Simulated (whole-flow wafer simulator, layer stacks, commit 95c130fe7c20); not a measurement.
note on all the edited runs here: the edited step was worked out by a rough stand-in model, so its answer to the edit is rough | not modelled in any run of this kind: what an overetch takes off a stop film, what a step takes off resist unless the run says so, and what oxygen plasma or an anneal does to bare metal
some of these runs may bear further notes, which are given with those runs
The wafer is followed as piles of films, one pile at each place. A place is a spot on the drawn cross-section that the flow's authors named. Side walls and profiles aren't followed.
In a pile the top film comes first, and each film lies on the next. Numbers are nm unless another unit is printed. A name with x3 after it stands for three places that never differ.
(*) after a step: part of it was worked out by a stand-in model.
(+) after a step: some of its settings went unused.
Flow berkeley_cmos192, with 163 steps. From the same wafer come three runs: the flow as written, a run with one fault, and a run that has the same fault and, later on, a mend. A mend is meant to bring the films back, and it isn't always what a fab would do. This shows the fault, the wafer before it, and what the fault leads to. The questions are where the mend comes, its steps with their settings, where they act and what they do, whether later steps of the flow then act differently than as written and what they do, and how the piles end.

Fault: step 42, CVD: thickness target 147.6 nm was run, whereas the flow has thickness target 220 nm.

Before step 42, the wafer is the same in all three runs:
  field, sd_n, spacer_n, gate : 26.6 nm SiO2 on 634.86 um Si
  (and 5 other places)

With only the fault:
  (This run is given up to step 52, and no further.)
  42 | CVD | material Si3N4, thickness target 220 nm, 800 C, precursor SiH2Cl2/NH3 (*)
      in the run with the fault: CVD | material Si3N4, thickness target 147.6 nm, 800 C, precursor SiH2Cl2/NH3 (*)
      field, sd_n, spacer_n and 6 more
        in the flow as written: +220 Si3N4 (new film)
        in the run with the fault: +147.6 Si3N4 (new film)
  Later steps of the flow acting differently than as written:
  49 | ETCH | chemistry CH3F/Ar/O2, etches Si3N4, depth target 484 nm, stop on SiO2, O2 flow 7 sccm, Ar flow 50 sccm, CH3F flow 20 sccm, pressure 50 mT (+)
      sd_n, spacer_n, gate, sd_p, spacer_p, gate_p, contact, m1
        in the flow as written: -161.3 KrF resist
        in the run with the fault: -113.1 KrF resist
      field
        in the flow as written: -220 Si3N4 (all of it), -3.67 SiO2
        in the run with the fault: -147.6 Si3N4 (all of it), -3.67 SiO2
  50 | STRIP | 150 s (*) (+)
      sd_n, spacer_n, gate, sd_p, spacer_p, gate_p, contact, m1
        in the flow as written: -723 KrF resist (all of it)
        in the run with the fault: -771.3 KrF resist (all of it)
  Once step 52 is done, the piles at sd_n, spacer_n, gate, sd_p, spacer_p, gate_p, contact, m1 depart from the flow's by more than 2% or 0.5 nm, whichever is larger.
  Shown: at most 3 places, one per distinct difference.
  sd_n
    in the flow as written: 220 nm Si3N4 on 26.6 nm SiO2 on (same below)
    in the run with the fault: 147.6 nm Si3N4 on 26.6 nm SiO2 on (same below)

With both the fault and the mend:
  The mend stands after step 48.
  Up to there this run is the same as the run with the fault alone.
  48a | STRIP | 150 s (*) (+)
      sd_n, spacer_n, gate, sd_p, spacer_p, gate_p, contact, m1
        -884.4 KrF resist (all of it)
  48b | CLEAN | chemistry SPM (a further turn of the flow's step 34)
      does not change any film at any place that is followed
  48c | CVD | material Si3N4, thickness target 72.38 nm, 800 C, precursor SiH2Cl2/NH3 (*) (a further turn of the flow's step 42, with different settings)
      field, sd_n, spacer_n and 6 more
        +72.4 Si3N4
  48d | HMDS (a further turn of the flow's step 43)
      does not change any film at any place that is followed
  48e | COAT | KrF resist, thickness 900 nm (a further turn of the flow's step 44)
      field, sd_n, spacer_n and 6 more
        +900 KrF resist (new film)
  48f | SOFTBAKE | KrF resist (a further turn of the flow's step 45)
      does not change any film at any place that is followed
  48g | EXPOSE | photomask ACTIVE, dose 18 mJ/cm2, NA 0.5, wavelength 248 nm (*) (a further turn of the flow's step 46)
      does not change any film at any place that is followed
  48h | PEB | KrF resist, 130 C, 60 s (a further turn of the flow's step 47)
      field, sd_n, spacer_n and 6 more
        -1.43 KrF resist
  48i | DEVELOP | KrF resist, thickness 900 nm, developer developer-D-0.26N, 45 s (a further turn of the flow's step 48)
      sd_n, spacer_n, gate, sd_p, spacer_p, gate_p, contact, m1
        -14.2 KrF resist
      field
        -898.6 KrF resist (all of it)
  Every later step of the flow that is run acts as written, at every place that is followed, to within 2% or 0.5 nm, whichever is larger.
  By the end, the piles equal the flow's at every place that both follow.
